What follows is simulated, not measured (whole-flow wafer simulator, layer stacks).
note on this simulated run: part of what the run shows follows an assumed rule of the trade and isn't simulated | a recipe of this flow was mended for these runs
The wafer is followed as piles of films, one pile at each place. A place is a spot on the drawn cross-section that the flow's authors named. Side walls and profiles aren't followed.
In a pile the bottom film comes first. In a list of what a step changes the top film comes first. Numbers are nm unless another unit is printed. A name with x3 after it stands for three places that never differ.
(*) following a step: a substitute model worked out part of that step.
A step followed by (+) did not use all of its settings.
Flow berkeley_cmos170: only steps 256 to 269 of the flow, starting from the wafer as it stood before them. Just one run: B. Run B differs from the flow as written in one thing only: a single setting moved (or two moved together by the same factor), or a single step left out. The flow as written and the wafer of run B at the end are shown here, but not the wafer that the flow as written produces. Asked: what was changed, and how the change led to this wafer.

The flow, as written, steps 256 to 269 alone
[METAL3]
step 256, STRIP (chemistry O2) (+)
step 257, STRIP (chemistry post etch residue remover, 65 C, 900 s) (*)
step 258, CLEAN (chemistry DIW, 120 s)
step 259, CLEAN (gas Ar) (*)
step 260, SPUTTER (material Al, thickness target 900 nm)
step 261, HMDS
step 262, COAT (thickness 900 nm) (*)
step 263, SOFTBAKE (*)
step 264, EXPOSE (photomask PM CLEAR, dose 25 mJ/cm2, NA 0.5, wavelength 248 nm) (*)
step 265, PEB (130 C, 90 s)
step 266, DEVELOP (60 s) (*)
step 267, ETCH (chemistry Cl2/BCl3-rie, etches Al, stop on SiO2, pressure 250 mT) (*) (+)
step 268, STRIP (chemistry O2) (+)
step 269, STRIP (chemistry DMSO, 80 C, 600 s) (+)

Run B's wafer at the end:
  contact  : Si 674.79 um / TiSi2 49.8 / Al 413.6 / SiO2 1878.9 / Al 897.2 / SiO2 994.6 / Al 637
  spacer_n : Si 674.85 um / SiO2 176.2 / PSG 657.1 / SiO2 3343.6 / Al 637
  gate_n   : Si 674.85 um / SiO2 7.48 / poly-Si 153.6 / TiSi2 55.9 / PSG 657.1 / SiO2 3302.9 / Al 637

Cause: step 260, SPUTTER: thickness target 637 nm was run, though the flow has thickness target 900 nm.
One can read it off the wafer: contact has Al 637, and step 260 as written asks for 900 nm.

How this came from the change, step by step:
  step 260, SPUTTER (material Al, thickness target 900 nm)
      field, mark, sd_n and 9 more: Al gains 637 (new film) (in the flow as written it would be: Al gains 900 (new film))
      via2: Al gains 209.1 (in the flow as written it would be: Al gains 259.4)
  step 262, COAT (thickness 900 nm) (*)
      via2: KrF-resist gains 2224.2 (new film) (in the flow as written it would be: KrF-resist gains 2428.6 (new film))
  step 265, PEB (130 C, 90 s)
      via2: KrF-resist loses 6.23 (in the flow as written it would be: KrF-resist loses 7.55)
  step 267, ETCH (chemistry Cl2/BCl3-rie, etches Al, stop on SiO2, pressure 250 mT) (*) (+)
      field, sd_n, spacer_n and 9 more: KrF-resist loses 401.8 (in the flow as written it would be: KrF-resist loses 533.3)
      mark: Al loses 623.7 (all of it), SiO2 loses 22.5 (in the flow as written it would be: Al loses 886.7 (all of it), SiO2 loses 22.5)
  step 268, STRIP (chemistry O2) (+)
      field, spacer_n, gate_n: KrF-resist loses 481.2 (all of it) (in the flow as written it would be: KrF-resist loses 349.7 (all of it))
      spacer_p, gate_p: KrF-resist loses 481.1 (all of it) (in the flow as written it would be: KrF-resist loses 349.6 (all of it))
      (and at 7 other places as well)
